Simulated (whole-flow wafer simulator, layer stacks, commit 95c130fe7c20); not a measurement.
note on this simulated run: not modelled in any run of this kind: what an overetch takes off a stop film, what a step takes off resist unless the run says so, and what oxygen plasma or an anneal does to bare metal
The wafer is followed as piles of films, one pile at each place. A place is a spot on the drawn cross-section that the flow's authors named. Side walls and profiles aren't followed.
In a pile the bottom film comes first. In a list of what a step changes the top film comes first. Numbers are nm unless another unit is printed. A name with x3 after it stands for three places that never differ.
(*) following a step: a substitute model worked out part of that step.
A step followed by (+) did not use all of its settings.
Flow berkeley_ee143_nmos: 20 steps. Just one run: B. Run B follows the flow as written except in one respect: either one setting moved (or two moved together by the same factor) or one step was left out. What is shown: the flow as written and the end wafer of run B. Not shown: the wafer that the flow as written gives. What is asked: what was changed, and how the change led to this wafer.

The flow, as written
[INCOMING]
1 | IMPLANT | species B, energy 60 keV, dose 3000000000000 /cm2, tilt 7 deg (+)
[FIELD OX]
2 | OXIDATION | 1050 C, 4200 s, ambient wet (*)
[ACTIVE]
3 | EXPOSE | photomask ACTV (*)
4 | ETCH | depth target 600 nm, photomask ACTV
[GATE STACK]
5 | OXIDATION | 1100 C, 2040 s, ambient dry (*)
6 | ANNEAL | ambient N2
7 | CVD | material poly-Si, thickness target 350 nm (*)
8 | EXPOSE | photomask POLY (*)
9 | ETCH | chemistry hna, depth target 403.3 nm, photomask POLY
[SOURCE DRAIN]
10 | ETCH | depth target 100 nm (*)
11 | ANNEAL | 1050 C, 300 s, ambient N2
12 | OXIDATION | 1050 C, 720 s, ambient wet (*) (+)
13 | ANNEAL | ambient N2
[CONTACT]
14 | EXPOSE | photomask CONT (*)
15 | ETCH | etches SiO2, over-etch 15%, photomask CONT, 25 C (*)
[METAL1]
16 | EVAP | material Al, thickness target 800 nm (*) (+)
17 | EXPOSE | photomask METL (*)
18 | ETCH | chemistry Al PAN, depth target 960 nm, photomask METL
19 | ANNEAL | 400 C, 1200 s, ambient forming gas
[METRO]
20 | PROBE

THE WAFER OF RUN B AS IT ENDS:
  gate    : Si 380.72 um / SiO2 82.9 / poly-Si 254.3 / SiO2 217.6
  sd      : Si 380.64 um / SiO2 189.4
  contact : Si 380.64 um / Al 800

Cause: step 4, ETCH: depth target 551 nm was run, though the flow has depth target 600 nm.

How this came from the change, step by step:
  4 | ETCH | depth target 600 nm, photomask ACTV
      gate, sd, contact: -551 SiO2 (it would be, as written: -566.4 SiO2 (all of it))
  5 | OXIDATION | 1100 C, 2040 s, ambient dry (*)
      gate, sd, contact: +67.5 SiO2, -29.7 Si (it would be, as written: +79.7 SiO2 (new film), -35.1 Si)
  10 | ETCH | depth target 100 nm (*)
      sd, contact: -82.9 SiO2 (all of it) (it would be, as written: -79.7 SiO2 (all of it))
